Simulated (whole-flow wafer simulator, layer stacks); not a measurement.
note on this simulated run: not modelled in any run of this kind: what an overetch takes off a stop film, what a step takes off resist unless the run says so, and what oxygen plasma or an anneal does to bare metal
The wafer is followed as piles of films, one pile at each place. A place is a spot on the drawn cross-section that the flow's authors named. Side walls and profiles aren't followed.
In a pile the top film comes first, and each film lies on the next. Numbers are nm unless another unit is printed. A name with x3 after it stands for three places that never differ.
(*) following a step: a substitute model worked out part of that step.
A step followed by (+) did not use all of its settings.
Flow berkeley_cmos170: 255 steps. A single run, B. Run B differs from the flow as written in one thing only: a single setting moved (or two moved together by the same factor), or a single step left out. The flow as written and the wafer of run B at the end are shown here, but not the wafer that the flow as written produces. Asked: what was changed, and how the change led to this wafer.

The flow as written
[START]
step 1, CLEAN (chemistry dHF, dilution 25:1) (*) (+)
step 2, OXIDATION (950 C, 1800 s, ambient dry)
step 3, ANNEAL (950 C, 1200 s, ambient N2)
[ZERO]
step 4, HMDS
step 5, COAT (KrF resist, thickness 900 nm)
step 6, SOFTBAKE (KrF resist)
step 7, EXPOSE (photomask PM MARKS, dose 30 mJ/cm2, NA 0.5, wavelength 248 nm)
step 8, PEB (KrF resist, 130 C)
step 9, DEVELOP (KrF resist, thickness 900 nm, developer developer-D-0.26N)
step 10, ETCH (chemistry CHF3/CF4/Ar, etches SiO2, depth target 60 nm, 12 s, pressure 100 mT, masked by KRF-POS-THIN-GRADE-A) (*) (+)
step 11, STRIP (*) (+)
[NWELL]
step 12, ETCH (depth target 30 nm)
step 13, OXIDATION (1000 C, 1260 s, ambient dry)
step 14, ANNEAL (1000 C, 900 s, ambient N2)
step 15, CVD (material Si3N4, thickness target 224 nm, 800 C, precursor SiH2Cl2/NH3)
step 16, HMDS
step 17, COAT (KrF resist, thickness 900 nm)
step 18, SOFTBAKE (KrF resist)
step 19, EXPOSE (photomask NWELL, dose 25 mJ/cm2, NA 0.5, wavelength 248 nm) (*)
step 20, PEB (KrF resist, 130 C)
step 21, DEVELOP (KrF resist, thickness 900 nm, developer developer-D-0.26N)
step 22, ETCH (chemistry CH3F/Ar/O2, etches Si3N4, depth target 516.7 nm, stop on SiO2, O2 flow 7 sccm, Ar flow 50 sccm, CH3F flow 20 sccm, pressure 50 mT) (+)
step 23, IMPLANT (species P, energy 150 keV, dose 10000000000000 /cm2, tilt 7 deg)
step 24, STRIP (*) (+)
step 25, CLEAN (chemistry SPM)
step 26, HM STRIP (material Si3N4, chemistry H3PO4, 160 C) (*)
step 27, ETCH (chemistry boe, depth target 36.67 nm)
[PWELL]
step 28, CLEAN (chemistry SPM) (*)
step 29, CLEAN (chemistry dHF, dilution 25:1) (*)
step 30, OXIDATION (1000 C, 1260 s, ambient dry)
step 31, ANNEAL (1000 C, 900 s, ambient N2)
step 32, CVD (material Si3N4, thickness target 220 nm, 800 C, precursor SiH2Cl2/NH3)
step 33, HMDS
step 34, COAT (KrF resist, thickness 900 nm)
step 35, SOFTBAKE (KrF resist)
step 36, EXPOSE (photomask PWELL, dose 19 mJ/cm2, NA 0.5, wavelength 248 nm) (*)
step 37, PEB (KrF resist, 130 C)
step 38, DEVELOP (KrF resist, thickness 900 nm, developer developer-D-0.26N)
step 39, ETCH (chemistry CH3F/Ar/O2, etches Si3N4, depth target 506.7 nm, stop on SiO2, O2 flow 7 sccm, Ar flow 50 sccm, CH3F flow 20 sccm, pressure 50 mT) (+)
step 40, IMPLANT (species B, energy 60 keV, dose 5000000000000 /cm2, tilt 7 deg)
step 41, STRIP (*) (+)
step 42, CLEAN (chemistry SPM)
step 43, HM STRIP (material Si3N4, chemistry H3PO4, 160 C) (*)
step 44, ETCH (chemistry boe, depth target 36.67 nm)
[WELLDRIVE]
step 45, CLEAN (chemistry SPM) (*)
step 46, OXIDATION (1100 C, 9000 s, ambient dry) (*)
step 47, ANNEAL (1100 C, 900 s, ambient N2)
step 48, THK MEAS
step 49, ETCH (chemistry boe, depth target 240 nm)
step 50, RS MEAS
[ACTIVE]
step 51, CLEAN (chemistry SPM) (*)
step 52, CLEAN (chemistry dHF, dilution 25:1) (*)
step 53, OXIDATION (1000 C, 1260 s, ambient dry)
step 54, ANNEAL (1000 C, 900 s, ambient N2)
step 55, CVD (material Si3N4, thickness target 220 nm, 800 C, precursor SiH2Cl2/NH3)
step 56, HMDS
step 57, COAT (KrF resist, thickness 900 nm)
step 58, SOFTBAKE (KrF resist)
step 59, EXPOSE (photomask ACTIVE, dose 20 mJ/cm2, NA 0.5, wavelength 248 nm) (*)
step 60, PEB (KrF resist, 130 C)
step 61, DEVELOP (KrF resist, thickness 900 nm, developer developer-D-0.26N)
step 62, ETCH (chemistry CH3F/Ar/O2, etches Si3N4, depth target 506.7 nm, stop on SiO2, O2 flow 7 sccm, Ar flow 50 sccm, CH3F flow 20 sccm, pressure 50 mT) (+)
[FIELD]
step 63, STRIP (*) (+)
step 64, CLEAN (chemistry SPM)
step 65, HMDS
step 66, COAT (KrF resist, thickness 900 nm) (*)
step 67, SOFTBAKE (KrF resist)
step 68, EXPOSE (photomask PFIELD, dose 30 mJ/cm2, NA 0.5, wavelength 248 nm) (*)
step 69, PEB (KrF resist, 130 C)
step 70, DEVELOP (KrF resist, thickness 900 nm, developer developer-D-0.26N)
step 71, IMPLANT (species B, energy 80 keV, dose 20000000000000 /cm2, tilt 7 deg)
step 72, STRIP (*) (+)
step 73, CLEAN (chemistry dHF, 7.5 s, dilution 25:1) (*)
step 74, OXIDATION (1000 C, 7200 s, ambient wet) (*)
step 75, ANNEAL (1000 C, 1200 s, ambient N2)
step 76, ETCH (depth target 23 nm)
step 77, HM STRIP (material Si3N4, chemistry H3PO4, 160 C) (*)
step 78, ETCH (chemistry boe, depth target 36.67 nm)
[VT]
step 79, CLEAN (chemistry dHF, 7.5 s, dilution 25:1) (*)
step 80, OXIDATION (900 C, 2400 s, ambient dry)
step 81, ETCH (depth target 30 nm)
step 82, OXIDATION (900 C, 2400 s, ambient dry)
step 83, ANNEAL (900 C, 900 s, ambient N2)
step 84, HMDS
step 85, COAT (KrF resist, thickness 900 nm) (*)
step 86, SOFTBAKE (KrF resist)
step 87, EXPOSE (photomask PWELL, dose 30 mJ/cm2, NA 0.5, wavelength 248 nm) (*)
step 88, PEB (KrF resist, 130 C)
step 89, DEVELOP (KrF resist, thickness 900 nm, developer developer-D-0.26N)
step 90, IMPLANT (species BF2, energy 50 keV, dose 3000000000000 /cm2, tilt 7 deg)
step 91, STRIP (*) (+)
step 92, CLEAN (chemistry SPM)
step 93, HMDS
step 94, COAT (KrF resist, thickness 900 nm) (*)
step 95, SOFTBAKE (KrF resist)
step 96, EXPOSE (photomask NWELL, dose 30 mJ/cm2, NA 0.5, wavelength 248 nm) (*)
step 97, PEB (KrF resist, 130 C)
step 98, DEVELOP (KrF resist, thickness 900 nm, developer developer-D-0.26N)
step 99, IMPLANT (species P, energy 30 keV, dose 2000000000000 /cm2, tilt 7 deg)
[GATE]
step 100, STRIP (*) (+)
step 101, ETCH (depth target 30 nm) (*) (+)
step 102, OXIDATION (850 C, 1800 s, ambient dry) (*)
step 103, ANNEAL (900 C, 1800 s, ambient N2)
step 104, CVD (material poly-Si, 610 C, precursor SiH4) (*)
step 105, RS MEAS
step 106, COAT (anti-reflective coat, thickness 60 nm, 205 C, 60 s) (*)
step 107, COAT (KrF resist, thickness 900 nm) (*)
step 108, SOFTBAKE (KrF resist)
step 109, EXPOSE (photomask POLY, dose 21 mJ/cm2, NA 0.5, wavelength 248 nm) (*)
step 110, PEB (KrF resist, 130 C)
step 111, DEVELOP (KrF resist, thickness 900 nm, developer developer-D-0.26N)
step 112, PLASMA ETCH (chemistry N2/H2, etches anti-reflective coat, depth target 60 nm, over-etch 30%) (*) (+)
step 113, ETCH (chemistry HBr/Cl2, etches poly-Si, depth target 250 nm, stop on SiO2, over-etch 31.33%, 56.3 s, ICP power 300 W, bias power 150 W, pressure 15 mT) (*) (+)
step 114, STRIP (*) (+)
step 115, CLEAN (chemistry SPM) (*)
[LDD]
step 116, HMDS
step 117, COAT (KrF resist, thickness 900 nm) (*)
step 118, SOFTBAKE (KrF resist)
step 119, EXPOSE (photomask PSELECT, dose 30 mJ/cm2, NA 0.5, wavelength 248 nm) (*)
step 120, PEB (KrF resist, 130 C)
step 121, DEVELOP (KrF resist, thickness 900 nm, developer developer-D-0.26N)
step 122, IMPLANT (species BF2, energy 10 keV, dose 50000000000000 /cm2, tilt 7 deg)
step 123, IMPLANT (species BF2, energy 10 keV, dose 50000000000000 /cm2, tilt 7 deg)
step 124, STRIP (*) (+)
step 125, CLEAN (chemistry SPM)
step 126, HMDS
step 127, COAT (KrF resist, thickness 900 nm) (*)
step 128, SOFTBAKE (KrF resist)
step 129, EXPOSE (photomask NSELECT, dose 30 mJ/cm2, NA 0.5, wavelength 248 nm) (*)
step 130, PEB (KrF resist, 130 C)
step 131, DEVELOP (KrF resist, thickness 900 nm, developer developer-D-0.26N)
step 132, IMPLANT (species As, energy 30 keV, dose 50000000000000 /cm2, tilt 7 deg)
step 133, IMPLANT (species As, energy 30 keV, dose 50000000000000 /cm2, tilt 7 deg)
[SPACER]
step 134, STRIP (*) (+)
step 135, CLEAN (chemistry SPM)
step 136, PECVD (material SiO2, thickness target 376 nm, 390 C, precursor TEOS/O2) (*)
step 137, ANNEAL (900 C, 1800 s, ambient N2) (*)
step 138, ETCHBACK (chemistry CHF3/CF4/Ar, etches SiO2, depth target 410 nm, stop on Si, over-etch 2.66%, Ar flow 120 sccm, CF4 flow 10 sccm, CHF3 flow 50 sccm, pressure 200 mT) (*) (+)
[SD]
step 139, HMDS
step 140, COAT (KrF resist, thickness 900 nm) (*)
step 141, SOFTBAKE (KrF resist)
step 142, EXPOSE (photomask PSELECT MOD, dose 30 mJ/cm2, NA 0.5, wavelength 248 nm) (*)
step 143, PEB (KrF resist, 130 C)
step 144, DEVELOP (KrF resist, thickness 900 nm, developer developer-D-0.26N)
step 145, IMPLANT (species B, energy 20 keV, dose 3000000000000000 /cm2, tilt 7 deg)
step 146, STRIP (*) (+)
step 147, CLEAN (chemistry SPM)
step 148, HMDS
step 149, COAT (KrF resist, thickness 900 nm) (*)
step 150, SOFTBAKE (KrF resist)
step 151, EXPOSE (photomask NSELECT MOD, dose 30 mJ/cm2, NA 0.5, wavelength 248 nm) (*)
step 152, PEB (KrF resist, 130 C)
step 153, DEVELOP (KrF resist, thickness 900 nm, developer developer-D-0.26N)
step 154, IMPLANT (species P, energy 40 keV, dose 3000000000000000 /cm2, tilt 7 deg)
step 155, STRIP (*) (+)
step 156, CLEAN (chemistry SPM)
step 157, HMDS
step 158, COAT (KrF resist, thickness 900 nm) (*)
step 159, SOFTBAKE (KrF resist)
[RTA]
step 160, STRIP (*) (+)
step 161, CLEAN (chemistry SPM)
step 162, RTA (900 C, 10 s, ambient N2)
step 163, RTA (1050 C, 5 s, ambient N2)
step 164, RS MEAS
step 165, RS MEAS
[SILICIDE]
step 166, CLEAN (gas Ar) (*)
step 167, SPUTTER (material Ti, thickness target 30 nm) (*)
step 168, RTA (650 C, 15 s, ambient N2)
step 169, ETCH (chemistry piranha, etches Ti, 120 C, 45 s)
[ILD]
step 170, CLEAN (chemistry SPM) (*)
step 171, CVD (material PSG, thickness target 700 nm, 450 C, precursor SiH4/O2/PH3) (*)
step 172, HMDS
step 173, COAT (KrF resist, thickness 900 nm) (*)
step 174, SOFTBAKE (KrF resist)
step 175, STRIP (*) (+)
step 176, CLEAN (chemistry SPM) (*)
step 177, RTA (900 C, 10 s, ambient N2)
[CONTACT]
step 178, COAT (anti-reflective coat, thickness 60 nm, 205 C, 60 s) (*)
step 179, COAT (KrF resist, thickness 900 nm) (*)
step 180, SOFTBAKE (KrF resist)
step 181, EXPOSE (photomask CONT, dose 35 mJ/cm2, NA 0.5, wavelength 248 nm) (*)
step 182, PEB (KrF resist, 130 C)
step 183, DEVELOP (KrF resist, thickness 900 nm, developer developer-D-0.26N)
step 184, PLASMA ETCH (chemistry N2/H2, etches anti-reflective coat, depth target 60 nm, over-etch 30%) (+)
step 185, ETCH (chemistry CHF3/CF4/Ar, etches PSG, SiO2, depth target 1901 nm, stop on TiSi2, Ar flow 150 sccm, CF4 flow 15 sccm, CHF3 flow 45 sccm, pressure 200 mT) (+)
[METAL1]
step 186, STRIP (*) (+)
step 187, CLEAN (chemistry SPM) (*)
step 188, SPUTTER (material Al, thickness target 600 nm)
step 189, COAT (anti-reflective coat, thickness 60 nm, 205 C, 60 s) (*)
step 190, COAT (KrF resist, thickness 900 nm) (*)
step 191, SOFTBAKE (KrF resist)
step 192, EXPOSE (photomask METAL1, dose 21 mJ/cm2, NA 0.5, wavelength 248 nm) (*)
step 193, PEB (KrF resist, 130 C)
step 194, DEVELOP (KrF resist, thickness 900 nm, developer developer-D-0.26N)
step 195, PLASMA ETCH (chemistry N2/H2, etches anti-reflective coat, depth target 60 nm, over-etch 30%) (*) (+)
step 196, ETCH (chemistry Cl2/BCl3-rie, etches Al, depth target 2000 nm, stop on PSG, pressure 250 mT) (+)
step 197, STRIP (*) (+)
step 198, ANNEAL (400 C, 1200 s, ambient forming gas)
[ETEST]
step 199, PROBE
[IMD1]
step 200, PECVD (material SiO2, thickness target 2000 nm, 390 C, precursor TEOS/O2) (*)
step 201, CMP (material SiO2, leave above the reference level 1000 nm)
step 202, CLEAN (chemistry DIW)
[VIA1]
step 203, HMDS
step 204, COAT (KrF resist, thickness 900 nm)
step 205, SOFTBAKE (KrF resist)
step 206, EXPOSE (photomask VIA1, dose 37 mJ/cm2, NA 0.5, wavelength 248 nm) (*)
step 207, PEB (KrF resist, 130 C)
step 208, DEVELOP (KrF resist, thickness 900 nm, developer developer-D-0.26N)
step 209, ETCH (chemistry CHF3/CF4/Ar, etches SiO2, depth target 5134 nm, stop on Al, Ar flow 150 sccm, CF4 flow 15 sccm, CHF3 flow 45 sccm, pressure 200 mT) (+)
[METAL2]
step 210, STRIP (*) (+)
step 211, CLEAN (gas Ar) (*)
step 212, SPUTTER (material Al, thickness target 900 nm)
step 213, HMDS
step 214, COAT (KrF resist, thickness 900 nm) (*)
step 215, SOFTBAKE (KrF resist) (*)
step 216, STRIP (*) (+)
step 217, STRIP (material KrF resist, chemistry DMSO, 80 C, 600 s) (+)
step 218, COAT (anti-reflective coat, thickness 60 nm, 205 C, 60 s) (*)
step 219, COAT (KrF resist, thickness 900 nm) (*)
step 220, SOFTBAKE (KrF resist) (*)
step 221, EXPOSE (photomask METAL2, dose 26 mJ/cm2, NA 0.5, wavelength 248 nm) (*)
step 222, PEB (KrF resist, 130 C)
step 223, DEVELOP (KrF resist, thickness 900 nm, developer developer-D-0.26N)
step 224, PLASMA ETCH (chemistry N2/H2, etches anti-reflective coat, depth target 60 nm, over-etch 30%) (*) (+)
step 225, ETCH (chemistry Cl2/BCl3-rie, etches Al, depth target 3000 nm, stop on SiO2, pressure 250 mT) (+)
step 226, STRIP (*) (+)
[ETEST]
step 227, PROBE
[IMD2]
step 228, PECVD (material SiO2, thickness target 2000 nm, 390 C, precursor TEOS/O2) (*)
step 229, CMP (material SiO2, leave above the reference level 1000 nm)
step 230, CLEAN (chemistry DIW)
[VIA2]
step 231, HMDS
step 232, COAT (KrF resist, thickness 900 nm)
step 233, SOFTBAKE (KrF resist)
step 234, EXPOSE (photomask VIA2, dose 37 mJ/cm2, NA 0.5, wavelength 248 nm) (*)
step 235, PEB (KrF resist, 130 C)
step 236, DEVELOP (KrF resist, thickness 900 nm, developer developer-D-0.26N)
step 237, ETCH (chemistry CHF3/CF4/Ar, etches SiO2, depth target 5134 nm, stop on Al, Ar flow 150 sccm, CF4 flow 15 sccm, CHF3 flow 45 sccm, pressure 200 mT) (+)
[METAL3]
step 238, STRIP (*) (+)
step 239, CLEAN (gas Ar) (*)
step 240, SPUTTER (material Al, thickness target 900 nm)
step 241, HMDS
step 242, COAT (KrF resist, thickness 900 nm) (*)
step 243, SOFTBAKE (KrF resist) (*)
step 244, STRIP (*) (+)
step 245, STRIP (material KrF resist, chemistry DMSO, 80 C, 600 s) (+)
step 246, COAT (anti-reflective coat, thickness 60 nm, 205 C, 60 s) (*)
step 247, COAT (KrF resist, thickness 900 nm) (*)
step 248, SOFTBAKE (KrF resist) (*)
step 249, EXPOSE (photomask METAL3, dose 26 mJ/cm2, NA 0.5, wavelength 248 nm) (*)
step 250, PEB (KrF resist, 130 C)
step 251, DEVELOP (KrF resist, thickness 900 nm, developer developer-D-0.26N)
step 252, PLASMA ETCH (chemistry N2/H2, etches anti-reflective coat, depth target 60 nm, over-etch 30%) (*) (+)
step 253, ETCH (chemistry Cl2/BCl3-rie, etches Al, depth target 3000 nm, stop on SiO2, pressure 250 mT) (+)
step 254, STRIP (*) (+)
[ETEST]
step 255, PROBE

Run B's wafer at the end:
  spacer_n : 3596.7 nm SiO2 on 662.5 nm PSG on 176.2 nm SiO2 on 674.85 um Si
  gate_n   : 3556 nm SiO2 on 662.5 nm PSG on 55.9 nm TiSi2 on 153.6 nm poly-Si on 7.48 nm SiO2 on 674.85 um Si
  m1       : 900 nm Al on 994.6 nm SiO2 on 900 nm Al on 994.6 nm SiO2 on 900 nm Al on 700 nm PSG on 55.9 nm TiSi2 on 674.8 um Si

The reason: step 188, SPUTTER: thickness target 900 nm was run, though the flow has thickness target 600 nm.
The wafer itself shows it: m1 has Al 900, and step 188 as written asks for 600 nm.

The path from the change to this, step by step:
  step 188, SPUTTER (material Al, thickness target 600 nm)
      field, sd_n, spacer_n and 7 more: +900 Al (new film) (it would be, as written: +600 Al (new film))
      sd_p: +870.5 Al (new film) (it would be, as written: +573.8 Al (new film))
      (and at 1 other place as well)
  step 189, COAT (anti-reflective coat, thickness 60 nm, 205 C, 60 s) (*)
      sd_n: +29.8 anti-reflective coat (new film) (it would be, as written: +17.7 anti-reflective coat (new film))
      contact: +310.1 anti-reflective coat (new film) (it would be, as written: +261.9 anti-reflective coat (new film))
      (and at 1 other place as well)
  step 190, COAT (KrF resist, thickness 900 nm) (*)
      sd_n: +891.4 KrF resist (new film) (it would be, as written: +922.1 KrF resist (new film))
  step 194, DEVELOP (KrF resist, thickness 900 nm, developer developer-D-0.26N)
      sd_n: -890 KrF resist (all of it) (it would be, as written: -920.6 KrF resist (all of it))
  step 195, PLASMA ETCH (chemistry N2/H2, etches anti-reflective coat, depth target 60 nm, over-etch 30%) (*) (+)
      sd_n: -29.8 anti-reflective coat (all of it) (it would be, as written: -17.7 anti-reflective coat (all of it))
  step 196, ETCH (chemistry Cl2/BCl3-rie, etches Al, depth target 2000 nm, stop on PSG, pressure 250 mT) (+)
      field, sd_n, spacer_n, gate_n, spacer_p, gate_p: -900 Al (all of it), -37.5 PSG (it would be, as written: -600 Al (all of it), -37.5 PSG)
      contact, m1, via1, m2, via2: -600 KrF resist (it would be, as written: -450 KrF resist)
      (and at 1 other place as well)
  step 197, STRIP (*) (+)
      contact: -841 KrF resist (all of it), -310.1 anti-reflective coat (all of it) (it would be, as written: -966.1 KrF resist (all of it), -261.9 anti-reflective coat (all of it))
      m1: -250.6 KrF resist (all of it), -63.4 anti-reflective coat (all of it) (it would be, as written: -404.7 KrF resist (all of it), -63 anti-reflective coat (all of it))
      (and at 3 other places as well)
  step 201, CMP (material SiO2, leave above the reference level 1000 nm)
      contact: nothing (it would be, as written: -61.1 SiO2)
      spacer_n, spacer_p: -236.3 SiO2 (it would be, as written: -536.3 SiO2)
      (and at 5 other places as well)
  step 204, COAT (KrF resist, thickness 900 nm)
      contact: +920.5 KrF resist (new film) (it would be, as written: +900 KrF resist (new film))
  step 210, STRIP (*) (+)
      contact: -629.4 KrF resist (all of it) (it would be, as written: -608.9 KrF resist (all of it))
  step 214, COAT (KrF resist, thickness 900 nm) (*)
      contact: +910.4 KrF resist (new film) (it would be, as written: +889.8 KrF resist (new film))
  step 216, STRIP (*) (+)
      contact: -910.4 KrF resist (all of it) (it would be, as written: -889.8 KrF resist (all of it))
  step 218, COAT (anti-reflective coat, thickness 60 nm, 205 C, 60 s) (*)
      sd_n: +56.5 anti-reflective coat (new film) (it would be, as written: +64.1 anti-reflective coat (new film))
      contact: +73.3 anti-reflective coat (new film) (it would be, as written: +62.1 anti-reflective coat (new film))
  step 224, PLASMA ETCH (chemistry N2/H2, etches anti-reflective coat, depth target 60 nm, over-etch 30%) (*) (+)
      contact, m1, via1, m2, via2: -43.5 KrF resist (it would be, as written: -46.3 KrF resist)
      sd_n: -56.5 anti-reflective coat (all of it) (it would be, as written: -64.1 anti-reflective coat (all of it))
  step 226, STRIP (*) (+)
      contact: -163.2 KrF resist (all of it), -73.3 anti-reflective coat (all of it) (it would be, as written: -151.9 KrF resist (all of it), -62.1 anti-reflective coat (all of it))
  step 229, CMP (material SiO2, leave above the reference level 1000 nm)
      contact: -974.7 SiO2 (it would be, as written: -1000 SiO2)
